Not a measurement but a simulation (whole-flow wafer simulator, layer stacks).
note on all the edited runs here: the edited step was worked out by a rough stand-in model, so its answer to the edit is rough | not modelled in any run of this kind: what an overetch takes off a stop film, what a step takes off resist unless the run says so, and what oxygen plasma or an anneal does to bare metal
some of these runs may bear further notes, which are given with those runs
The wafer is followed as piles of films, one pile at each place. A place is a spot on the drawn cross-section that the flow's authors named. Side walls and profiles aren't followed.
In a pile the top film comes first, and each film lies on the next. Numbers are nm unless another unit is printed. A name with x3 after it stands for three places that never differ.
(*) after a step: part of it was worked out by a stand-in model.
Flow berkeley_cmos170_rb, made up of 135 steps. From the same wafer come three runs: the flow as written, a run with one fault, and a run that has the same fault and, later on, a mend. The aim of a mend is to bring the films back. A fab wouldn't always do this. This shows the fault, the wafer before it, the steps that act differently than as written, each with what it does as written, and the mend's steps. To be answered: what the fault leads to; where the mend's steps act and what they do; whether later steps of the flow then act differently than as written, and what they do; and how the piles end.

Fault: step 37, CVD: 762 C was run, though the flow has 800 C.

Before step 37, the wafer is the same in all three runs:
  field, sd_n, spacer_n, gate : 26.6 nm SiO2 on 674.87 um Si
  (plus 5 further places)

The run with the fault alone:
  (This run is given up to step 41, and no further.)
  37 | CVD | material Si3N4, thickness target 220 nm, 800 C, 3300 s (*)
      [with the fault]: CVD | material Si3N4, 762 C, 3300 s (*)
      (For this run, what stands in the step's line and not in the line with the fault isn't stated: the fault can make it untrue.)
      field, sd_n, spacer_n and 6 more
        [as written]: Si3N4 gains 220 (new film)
        [with the fault]: Si3N4 gains 122.6 (new film)
  Every later step of the flow up to step 41 that is run acts as written at every place that is followed.
  Once step 41 is done, the piles at field, sd_n, spacer_n and 6 more depart from the flow's by more than 2% or 0.5 nm, whichever is larger.
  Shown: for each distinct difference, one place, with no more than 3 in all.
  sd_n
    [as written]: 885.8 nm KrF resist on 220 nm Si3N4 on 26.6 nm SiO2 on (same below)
    [with the fault]: 885.8 nm KrF resist on 122.6 nm Si3N4 on 26.6 nm SiO2 on (same below)
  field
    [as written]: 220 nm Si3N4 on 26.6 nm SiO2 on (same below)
    [with the fault]: 122.6 nm Si3N4 on 26.6 nm SiO2 on (same below)

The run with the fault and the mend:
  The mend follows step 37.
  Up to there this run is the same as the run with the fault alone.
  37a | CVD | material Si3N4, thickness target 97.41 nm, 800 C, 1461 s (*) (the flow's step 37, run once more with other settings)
      field, sd_n, spacer_n and 6 more
        Si3N4 gains 97.4
  Every later step of the flow that is run acts as written at every place that is followed.
  At every place that both follow, the piles at the end match the flow's.
